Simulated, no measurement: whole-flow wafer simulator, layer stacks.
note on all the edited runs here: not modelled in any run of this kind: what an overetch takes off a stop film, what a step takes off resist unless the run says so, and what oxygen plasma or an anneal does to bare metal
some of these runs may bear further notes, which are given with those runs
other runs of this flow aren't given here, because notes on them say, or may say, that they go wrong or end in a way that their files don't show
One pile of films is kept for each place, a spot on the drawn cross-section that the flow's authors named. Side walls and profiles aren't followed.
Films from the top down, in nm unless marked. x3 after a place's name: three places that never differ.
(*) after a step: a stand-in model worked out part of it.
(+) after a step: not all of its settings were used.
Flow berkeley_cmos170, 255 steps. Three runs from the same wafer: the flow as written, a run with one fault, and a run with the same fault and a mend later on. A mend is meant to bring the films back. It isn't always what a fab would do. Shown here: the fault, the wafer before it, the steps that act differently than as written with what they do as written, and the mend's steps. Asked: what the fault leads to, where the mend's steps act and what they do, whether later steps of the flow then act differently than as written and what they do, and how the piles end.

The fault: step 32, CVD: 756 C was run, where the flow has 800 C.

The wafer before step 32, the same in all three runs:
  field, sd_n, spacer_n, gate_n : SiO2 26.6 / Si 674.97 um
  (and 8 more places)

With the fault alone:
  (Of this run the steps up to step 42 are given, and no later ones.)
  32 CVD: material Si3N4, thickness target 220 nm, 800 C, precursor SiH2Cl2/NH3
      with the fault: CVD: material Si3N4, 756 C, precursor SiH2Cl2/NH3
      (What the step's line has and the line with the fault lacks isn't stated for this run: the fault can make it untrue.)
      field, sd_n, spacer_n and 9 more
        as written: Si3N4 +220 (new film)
        with the fault: Si3N4 +124 (new film)
  Later steps of the flow that act differently than as written:
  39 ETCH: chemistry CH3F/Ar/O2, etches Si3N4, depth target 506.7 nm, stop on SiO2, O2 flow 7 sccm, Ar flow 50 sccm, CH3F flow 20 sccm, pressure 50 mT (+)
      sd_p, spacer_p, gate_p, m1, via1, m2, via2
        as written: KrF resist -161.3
        with the fault: KrF resist -97.3
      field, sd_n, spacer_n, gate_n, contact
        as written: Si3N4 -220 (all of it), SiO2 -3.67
        with the fault: Si3N4 -124 (all of it), SiO2 -3.67
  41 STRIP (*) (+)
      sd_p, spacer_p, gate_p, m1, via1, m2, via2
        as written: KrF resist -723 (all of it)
        with the fault: KrF resist -787 (all of it)
  After step 42 the piles differ from the flow's by more than 2% or 0.5 nm, whichever is larger, at sd_p, spacer_p, gate_p, m1, via1, m2, via2.
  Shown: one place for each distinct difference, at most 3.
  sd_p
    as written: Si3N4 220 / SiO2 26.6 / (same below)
    with the fault: Si3N4 124 / SiO2 26.6 / (same below)

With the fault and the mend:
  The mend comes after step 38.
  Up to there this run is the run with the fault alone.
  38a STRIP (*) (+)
      sd_p, spacer_p, gate_p, m1, via1, m2, via2
        KrF resist -884.4 (all of it)
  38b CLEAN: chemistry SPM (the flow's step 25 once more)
      changes no film at any place that is followed
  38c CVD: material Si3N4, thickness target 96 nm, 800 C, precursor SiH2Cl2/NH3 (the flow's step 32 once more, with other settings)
      field, sd_n, spacer_n and 9 more
        Si3N4 +96
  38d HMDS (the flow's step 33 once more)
      changes no film at any place that is followed
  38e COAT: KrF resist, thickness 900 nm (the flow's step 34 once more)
      field, sd_n, spacer_n and 9 more
        KrF resist +900 (new film)
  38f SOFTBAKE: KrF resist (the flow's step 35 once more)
      changes no film at any place that is followed
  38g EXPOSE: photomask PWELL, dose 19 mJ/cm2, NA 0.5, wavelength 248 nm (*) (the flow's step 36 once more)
      changes no film at any place that is followed
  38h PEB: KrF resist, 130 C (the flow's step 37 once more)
      field, sd_n, spacer_n and 9 more
        KrF resist -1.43
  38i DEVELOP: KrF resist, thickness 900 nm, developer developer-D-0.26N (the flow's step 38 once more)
      sd_p, spacer_p, gate_p, m1, via1, m2, via2
        KrF resist -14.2
      field, sd_n, spacer_n, gate_n, contact
        KrF resist -898.6 (all of it)
  No later step of the flow acts differently than as written at any place that is followed.
  At the end the piles are the same as the flow's at every place that both follow.
